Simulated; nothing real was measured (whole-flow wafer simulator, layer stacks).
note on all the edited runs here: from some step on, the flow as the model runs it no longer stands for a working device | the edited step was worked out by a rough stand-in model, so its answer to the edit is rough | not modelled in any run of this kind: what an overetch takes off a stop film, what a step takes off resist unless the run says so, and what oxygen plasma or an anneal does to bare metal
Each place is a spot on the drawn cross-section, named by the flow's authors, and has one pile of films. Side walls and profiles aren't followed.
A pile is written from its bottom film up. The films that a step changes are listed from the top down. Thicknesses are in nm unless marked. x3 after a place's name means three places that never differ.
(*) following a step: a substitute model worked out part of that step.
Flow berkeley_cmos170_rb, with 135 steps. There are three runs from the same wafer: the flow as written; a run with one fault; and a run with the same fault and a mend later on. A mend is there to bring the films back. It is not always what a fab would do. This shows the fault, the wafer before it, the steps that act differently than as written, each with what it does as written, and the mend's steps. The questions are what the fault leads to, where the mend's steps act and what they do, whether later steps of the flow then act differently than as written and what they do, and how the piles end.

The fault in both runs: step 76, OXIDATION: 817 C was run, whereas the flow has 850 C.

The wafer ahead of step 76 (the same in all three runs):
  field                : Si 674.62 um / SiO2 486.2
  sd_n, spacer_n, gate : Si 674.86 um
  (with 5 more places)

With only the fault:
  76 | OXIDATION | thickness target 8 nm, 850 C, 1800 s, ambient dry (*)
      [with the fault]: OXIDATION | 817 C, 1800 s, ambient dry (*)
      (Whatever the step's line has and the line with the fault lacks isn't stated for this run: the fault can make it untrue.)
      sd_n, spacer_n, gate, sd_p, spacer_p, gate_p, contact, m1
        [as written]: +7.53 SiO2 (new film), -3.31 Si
        [with the fault]: +5.38 SiO2 (new film), -2.37 Si
  Every later step of the flow that is run acts as written, at every place that is followed, to within 2% or 0.5 nm, whichever is larger.
  At gate, gate_p, the piles at the end differ from the flow's by more than 2% or 0.5 nm, whichever is larger.
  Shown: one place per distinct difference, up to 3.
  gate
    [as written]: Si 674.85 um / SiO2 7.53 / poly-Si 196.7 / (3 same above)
    [with the fault]: Si 674.85 um / SiO2 5.38 / poly-Si 196.7 / (3 same above)

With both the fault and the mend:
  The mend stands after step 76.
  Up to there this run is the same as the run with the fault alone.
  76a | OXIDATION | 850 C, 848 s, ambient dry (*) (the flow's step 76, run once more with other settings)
      sd_n, spacer_n, gate, sd_p, spacer_p, gate_p, contact, m1
        +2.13 SiO2, -0.94 Si
      field
        +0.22 SiO2, -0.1 Si
  Every later step of the flow that is run acts as written, at every place that is followed, to within 2% or 0.5 nm, whichever is larger.
  The piles end only slightly different from the flow's at the places that both follow, by no more than 2% or 0.5 nm, whichever is larger.
